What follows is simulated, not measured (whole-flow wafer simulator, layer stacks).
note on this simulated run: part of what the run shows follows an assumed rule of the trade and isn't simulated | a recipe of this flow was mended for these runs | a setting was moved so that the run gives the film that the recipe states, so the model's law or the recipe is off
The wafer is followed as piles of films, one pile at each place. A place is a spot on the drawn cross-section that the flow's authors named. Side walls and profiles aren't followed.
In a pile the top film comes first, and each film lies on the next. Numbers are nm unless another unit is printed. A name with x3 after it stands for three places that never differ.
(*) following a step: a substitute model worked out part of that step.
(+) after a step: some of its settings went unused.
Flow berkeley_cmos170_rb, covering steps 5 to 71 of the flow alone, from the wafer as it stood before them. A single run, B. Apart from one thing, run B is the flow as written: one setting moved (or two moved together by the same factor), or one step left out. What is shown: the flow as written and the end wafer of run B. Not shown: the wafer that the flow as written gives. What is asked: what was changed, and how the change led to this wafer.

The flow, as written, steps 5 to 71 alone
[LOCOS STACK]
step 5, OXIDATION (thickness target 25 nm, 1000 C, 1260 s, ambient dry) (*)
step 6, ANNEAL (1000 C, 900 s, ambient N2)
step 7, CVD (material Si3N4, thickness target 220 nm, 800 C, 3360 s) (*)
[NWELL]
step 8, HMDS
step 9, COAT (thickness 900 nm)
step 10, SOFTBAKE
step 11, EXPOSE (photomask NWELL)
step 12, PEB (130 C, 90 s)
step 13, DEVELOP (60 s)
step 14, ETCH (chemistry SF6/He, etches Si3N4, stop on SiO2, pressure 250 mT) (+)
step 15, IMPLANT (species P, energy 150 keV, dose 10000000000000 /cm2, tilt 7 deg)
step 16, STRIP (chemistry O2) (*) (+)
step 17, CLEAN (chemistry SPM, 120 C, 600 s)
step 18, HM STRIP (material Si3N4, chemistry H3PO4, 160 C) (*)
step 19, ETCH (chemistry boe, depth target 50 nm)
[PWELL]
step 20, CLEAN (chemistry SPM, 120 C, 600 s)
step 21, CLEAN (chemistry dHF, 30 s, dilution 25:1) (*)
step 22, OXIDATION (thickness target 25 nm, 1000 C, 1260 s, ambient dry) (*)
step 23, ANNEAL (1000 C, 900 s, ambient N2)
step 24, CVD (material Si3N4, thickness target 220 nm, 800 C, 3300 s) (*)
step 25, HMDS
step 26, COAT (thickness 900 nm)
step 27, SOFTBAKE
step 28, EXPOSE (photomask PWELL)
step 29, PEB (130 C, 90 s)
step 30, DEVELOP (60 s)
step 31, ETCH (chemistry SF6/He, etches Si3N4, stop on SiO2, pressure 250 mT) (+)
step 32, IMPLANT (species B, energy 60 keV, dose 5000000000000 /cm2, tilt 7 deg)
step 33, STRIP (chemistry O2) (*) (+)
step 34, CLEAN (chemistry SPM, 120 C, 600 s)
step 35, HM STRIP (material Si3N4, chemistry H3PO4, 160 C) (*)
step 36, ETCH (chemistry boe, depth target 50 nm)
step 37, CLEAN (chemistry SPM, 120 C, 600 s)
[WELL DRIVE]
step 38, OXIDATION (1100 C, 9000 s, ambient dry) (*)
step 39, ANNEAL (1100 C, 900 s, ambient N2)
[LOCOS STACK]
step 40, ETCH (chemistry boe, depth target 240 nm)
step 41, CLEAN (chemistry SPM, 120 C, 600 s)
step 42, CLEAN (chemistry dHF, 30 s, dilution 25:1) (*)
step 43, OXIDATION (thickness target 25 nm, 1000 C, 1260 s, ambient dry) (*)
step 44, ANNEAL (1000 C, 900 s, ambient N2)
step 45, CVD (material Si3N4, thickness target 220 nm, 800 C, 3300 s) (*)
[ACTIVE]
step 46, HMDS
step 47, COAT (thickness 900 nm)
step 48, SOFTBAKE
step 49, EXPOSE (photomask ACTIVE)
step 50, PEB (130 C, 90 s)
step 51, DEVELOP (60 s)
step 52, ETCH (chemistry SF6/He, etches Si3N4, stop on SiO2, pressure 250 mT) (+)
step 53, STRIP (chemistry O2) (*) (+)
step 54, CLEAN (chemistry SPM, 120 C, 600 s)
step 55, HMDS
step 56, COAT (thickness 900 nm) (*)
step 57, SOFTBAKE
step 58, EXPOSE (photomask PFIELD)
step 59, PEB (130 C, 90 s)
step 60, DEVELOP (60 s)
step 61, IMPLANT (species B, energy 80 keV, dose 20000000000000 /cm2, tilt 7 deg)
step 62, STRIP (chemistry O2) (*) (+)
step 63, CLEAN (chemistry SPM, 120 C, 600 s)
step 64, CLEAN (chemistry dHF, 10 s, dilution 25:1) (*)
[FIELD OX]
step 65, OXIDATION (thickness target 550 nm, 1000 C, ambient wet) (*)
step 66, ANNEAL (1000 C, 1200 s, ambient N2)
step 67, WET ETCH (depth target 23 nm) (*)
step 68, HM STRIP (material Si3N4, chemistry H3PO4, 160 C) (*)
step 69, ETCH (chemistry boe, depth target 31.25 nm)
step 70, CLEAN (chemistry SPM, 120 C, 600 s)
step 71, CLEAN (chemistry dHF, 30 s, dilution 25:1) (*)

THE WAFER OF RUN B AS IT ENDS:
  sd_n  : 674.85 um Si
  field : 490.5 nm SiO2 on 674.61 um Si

The reason: step 5, OXIDATION: 1150 C was run, whereas the flow has 1000 C.

Step by step, how the change led to this:
  step 5, OXIDATION (thickness target 25 nm, 1000 C, 1260 s, ambient dry) (*)
      field, sd_n, spacer_n and 6 more: SiO2 gains 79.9 (new film), Si loses 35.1 (in the flow as written it would be: SiO2 gains 26.6 (new film), Si loses 11.7)
  step 19, ETCH (chemistry boe, depth target 50 nm)
      field, sd_n, spacer_n, gate, contact, m1: SiO2 loses 50 (in the flow as written it would be: SiO2 loses 23.1 (all of it))
      sd_p, spacer_p, gate_p: SiO2 loses 50 (in the flow as written it would be: SiO2 loses 7.55 (all of it))
  step 20, CLEAN (chemistry SPM, 120 C, 600 s)
      field, sd_n, spacer_n and 6 more: nothing (in the flow as written it would be: chemical SiO2 gains 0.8 (new film), Si loses 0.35)
  step 21, CLEAN (chemistry dHF, 30 s, dilution 25:1) (*)
      field, sd_n, spacer_n, gate, contact, m1: SiO2 loses 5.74 (in the flow as written it would be: chemical SiO2 loses 0.8 (all of it))
      sd_p, spacer_p, gate_p: SiO2 loses 6.35 (in the flow as written it would be: chemical SiO2 loses 0.8 (all of it))
  step 22, OXIDATION (thickness target 25 nm, 1000 C, 1260 s, ambient dry) (*)
      field, sd_n, spacer_n, gate, contact, m1: SiO2 gains 14, Si loses 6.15 (in the flow as written it would be: SiO2 gains 26.6 (new film), Si loses 11.7)
      sd_p, spacer_p, gate_p: SiO2 gains 22.6, Si loses 9.92 (in the flow as written it would be: SiO2 gains 26.6 (new film), Si loses 11.7)
  step 36, ETCH (chemistry boe, depth target 50 nm)
      field, sd_n, spacer_n, gate, contact, m1: SiO2 loses 15.7 (all of it) (in the flow as written it would be: SiO2 loses 7.55 (all of it))
  step 65, OXIDATION (thickness target 550 nm, 1000 C, ambient wet) (*)
      sd_p: SiO2 gains 12.1 (new film), Si3N4 loses 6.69 (in the flow as written it would be: SiO2 gains 12.1 (new film), Si3N4 loses 6.69, SiO2 gains 0.06, Si loses 0.06)
